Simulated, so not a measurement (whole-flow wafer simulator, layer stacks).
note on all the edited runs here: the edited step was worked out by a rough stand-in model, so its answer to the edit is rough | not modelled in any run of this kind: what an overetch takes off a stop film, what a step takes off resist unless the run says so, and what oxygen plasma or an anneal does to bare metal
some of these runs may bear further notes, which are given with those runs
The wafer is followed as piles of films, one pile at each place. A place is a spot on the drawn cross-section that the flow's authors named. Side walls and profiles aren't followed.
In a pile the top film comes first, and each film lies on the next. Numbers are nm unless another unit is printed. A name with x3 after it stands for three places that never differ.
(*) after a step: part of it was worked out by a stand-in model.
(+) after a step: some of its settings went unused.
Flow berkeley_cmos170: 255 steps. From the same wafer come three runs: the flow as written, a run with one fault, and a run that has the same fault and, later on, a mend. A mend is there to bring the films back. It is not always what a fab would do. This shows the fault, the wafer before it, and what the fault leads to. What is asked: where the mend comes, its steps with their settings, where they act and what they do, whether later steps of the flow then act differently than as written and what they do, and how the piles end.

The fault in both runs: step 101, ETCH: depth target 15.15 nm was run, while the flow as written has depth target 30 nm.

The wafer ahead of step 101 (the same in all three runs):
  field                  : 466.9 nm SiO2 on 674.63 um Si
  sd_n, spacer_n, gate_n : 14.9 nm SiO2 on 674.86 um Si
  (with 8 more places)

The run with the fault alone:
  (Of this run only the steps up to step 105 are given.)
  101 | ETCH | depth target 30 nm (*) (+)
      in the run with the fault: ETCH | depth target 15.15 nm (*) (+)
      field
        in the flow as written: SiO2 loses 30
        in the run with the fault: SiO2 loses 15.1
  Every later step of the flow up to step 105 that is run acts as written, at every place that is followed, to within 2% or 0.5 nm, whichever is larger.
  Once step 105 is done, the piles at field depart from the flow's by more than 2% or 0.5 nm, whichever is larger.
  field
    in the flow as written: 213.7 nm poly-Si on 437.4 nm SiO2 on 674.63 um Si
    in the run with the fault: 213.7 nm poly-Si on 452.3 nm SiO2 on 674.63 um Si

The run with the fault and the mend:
  The mend stands after step 101.
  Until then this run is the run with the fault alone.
  101a | ETCH | depth target 14.85 nm (*) (+) (the flow's step 101 again, with other settings)
      field
        SiO2 loses 14.9
  Every later step of the flow that is run acts as written at every place that is followed.
  The piles end the same as the flow's at every place that both follow.
